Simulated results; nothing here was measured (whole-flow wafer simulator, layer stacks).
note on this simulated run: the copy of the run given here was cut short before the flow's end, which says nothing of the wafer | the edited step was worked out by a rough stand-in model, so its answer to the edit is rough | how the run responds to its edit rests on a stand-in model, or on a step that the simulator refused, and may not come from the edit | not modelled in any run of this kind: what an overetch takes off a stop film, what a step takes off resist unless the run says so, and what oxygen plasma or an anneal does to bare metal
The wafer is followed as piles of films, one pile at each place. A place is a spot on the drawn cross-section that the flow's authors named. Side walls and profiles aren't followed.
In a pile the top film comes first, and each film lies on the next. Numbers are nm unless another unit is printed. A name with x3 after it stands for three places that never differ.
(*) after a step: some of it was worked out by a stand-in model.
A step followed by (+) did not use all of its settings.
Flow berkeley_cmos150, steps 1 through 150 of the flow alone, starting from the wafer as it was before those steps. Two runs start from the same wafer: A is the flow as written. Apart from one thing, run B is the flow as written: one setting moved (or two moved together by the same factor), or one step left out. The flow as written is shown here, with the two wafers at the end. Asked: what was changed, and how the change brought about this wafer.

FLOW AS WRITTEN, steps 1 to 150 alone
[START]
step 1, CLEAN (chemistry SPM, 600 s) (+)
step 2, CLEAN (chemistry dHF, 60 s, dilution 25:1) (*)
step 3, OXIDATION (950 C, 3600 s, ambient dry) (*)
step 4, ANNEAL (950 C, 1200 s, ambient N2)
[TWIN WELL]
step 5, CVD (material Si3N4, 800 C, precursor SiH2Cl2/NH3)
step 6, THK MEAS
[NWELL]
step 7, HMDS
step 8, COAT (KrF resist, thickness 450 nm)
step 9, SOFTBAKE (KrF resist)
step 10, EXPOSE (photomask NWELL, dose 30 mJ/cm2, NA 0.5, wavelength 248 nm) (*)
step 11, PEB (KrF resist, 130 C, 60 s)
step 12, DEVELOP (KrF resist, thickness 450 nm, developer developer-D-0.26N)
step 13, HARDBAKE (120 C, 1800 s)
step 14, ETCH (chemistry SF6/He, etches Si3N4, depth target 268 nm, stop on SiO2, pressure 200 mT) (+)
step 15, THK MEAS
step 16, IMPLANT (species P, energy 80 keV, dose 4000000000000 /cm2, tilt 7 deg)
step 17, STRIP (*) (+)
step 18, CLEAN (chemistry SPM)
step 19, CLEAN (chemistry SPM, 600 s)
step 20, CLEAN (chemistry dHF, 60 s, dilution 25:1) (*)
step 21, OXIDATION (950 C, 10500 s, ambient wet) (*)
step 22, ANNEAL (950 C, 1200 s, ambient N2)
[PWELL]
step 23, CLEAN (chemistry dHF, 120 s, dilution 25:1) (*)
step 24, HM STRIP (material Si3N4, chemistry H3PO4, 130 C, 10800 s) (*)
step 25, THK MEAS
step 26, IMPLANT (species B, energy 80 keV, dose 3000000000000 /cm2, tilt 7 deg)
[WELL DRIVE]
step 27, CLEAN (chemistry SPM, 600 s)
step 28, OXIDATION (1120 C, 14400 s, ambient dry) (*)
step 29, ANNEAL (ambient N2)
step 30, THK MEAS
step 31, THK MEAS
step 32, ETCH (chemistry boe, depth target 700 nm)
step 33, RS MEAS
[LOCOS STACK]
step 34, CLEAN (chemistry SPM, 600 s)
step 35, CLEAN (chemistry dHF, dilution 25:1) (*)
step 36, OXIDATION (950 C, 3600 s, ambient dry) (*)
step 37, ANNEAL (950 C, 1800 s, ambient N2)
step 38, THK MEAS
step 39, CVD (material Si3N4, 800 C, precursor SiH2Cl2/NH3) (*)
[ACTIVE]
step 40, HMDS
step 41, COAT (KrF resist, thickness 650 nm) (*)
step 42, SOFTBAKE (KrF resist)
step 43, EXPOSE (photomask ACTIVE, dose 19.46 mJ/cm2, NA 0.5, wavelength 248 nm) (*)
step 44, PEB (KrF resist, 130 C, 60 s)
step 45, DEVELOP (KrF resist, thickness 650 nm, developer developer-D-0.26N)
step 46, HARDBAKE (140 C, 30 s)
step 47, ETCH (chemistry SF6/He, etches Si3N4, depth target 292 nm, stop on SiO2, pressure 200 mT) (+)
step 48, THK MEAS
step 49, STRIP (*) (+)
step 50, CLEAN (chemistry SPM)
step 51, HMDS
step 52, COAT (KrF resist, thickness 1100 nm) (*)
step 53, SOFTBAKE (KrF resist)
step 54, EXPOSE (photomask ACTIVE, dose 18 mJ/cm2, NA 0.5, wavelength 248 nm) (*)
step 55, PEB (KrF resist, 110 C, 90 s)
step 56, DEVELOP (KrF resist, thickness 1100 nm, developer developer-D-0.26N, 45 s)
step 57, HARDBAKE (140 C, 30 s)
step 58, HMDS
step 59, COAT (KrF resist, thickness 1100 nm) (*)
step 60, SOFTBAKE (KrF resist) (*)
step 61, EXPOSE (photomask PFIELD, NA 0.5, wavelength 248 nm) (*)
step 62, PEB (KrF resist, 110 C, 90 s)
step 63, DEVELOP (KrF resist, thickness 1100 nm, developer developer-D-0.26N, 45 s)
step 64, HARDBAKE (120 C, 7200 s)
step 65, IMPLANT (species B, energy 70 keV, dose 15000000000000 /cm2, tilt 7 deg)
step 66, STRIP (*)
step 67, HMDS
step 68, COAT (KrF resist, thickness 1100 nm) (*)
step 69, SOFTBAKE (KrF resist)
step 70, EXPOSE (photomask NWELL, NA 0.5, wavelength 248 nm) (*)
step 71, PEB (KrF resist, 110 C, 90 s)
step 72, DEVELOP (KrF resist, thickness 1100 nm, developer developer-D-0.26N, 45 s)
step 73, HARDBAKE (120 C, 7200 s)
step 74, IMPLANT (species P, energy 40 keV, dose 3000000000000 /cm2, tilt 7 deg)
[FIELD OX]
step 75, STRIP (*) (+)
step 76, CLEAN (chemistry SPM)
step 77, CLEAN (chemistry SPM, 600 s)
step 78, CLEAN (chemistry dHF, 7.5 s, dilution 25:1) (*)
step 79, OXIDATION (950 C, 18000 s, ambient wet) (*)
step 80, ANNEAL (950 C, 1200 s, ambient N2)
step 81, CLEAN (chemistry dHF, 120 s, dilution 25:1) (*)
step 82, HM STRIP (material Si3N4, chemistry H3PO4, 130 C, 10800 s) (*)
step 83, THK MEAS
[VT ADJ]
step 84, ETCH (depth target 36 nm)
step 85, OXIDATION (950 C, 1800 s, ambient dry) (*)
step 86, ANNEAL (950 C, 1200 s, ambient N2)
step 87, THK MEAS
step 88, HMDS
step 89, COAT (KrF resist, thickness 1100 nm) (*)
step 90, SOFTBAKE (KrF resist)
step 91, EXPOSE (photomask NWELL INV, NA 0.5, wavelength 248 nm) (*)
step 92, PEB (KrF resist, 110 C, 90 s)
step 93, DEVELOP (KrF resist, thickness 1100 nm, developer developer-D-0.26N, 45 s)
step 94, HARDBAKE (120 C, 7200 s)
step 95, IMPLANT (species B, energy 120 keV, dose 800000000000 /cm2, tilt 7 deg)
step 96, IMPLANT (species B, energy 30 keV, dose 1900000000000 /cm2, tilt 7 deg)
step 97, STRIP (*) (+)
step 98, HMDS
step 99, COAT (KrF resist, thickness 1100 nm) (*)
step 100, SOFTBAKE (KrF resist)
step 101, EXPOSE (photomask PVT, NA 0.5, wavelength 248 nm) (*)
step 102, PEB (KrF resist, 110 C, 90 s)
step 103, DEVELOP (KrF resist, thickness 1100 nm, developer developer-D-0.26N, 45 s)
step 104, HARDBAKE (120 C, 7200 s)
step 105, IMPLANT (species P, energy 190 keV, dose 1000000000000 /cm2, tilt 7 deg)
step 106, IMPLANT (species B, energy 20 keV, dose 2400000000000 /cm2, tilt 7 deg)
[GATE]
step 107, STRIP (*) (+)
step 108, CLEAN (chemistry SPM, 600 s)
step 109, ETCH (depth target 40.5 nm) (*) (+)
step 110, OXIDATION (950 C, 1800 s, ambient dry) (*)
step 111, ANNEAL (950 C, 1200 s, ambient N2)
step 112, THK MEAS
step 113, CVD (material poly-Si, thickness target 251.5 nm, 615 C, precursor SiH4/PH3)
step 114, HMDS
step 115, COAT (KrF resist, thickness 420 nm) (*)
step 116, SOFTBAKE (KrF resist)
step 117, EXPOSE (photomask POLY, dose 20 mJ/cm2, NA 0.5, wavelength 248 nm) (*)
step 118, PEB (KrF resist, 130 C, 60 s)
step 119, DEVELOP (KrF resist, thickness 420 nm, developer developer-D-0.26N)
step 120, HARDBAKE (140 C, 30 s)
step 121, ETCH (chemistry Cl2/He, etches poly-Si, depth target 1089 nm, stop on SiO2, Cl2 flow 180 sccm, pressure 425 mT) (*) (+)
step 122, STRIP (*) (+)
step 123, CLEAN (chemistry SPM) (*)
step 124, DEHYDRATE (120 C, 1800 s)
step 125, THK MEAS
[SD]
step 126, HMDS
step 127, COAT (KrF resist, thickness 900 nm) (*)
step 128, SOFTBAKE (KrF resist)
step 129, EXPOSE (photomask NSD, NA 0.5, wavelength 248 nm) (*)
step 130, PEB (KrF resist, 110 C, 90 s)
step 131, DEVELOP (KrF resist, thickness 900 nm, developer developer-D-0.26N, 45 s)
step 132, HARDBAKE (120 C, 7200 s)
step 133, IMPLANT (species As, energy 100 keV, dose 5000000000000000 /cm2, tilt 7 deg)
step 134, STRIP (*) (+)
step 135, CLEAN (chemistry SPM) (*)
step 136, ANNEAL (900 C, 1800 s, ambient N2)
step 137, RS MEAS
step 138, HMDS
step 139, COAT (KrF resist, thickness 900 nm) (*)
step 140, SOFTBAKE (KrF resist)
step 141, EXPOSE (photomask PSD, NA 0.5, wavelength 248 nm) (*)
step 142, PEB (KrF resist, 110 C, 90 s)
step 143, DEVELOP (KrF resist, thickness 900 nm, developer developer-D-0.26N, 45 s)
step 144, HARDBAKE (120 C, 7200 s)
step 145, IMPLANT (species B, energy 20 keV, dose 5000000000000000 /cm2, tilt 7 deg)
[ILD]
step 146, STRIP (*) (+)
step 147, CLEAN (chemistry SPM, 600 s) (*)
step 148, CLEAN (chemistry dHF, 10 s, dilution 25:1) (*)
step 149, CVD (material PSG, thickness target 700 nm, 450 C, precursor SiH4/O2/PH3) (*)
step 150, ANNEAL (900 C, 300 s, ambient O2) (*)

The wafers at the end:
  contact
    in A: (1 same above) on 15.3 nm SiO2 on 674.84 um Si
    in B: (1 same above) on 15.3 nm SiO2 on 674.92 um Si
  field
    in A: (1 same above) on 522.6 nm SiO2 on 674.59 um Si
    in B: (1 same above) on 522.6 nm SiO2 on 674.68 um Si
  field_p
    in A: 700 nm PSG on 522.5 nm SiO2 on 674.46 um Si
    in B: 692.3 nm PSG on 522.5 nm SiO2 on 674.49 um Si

Cause: step 28, OXIDATION: 952 C was run, while the flow as written has 1120 C.

The path from the change to this, step by step:
  step 28, OXIDATION (1120 C, 14400 s, ambient dry) (*)
      field, sd_n, gate_n, contact, m1: A SiO2 gains 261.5, Si loses 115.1 | B SiO2 gains 70.9, Si loses 31.2
      field_p, sd_p, gate_p: A SiO2 gains 103.6, Si loses 45.6 | B SiO2 gains 22.4, Si loses 9.87
  step 32, ETCH (chemistry boe, depth target 700 nm)
      field, sd_n, gate_n, contact, m1: A SiO2 loses 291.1 (all of it) | B SiO2 loses 100.5 (all of it)
      field_p, sd_p, gate_p: A SiO2 loses 555.5 (all of it) | B SiO2 loses 474.3 (all of it)
  step 41, COAT (KrF resist, thickness 650 nm) (*)
      field_p: A KrF resist gains 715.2 (new film) | B KrF resist gains 738.8 (new film)
      sd_p: A KrF resist gains 694.3 (new film) | B KrF resist gains 709.7 (new film)
  step 45, DEVELOP (KrF resist, thickness 650 nm, developer developer-D-0.26N)
      field_p: A KrF resist loses 714.1 (all of it) | B KrF resist loses 737.7 (all of it)
  step 46, HARDBAKE (140 C, 30 s)
      sd_p: A KrF resist loses 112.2 | B KrF resist loses 114.7
  step 49, STRIP (*) (+)
      sd_p: A KrF resist loses 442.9 (all of it) | B KrF resist loses 455.7 (all of it)
      gate_p: A KrF resist loses 439.2 (all of it) | B KrF resist loses 450.7 (all of it)
  step 52, COAT (KrF resist, thickness 1100 nm) (*)
      field_p: A KrF resist gains 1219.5 (new film) | B KrF resist gains 1249.4 (new film)
      sd_p: A KrF resist gains 1111.6 (new film) | B KrF resist gains 1135.7 (new film)
      (as well as at 1 more place)
  step 56, DEVELOP (KrF resist, thickness 1100 nm, developer developer-D-0.26N, 45 s)
      field_p: A KrF resist loses 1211 (all of it) | B KrF resist loses 1240.7 (all of it)
  step 57, HARDBAKE (140 C, 30 s)
      sd_p: A KrF resist loses 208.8 | B KrF resist loses 213.3
      gate_p: A KrF resist loses 209.5 | B KrF resist loses 213.9
  step 59, COAT (KrF resist, thickness 1100 nm) (*)
      field_p: A KrF resist gains 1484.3 (new film) | B KrF resist gains 1516.8 (new film)
  step 66, STRIP (*)
      field_p: A KrF resist loses 1436.3 (all of it) | B KrF resist loses 1468 (all of it)
  step 68, COAT (KrF resist, thickness 1100 nm) (*)
      field_p: A KrF resist gains 1219.5 (new film) | B KrF resist gains 1249.4 (new film)
      sd_p: A KrF resist gains 1111.6 (new film) | B KrF resist gains 1135.7 (new film)
      (as well as at 1 more place)
  step 72, DEVELOP (KrF resist, thickness 1100 nm, developer developer-D-0.26N, 45 s)
      field_p: A KrF resist loses 1211 (all of it) | B KrF resist loses 1240.7 (all of it)
      sd_p: A KrF resist loses 1103.9 (all of it) | B KrF resist loses 1127.8 (all of it)
  step 89, COAT (KrF resist, thickness 1100 nm) (*)
      field_p: A KrF resist gains 1087.8 (new film) | B KrF resist gains 1117.7 (new film)
  step 97, STRIP (*) (+)
      field_p: A KrF resist loses 1049.6 (all of it) | B KrF resist loses 1078.7 (all of it)
  step 99, COAT (KrF resist, thickness 1100 nm) (*)
      field_p: A KrF resist gains 1087.8 (new film) | B KrF resist gains 1117.7 (new film)
  ... 9 further steps ...
  step 146, STRIP (*) (+)
      field_p: A KrF resist loses 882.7 (all of it) | B KrF resist loses 910 (all of it)
